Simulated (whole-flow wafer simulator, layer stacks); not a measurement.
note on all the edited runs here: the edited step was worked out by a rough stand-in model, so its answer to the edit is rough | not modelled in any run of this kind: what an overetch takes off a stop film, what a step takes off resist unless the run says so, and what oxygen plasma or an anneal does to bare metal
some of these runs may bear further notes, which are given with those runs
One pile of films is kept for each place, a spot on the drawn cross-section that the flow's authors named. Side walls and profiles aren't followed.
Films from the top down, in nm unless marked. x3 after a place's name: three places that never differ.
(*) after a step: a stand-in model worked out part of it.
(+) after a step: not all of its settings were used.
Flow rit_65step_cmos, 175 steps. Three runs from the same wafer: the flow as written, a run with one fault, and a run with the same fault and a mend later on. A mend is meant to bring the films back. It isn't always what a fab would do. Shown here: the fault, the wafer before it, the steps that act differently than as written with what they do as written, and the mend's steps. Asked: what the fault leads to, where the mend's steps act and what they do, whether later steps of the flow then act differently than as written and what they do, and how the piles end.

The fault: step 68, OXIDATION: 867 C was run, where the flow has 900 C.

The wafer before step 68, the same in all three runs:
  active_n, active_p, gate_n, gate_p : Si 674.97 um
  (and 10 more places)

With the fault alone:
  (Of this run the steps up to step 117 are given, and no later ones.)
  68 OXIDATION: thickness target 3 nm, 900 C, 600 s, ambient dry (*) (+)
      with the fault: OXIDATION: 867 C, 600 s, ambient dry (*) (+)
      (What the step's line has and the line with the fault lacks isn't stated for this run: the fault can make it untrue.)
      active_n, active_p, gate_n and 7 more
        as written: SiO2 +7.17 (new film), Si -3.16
        with the fault: SiO2 +3 (new film), Si -1.32
  Later steps of the flow that act differently than as written (14 more steps differ only slightly, by at most 2% or 0.5 nm, whichever is larger, and aren't shown):
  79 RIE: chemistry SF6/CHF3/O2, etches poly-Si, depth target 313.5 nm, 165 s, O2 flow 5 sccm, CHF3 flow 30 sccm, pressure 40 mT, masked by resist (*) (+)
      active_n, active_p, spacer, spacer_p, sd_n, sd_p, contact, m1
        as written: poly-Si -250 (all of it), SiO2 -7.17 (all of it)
        with the fault: poly-Si -250 (all of it), SiO2 -3 (all of it)
  After step 117 the piles differ from the flow's by more than 2% or 0.5 nm, whichever is larger, at gate_n, gate_p.
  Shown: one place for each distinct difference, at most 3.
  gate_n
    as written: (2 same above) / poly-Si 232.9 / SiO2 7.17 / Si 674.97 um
    with the fault: (2 same above) / poly-Si 232.9 / SiO2 3 / Si 674.97 um

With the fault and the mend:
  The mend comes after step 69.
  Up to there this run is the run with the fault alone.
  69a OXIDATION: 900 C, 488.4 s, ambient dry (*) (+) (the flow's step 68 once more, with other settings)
      active_n, active_p, gate_n and 7 more
        SiO2 +4, Si -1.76
  No later step of the flow acts differently than as written, at any place that is followed, by more than 2% or 0.5 nm, whichever is larger.
  At the end the piles differ from the flow's only slightly at the places that both follow, by at most 2% or 0.5 nm, whichever is larger.
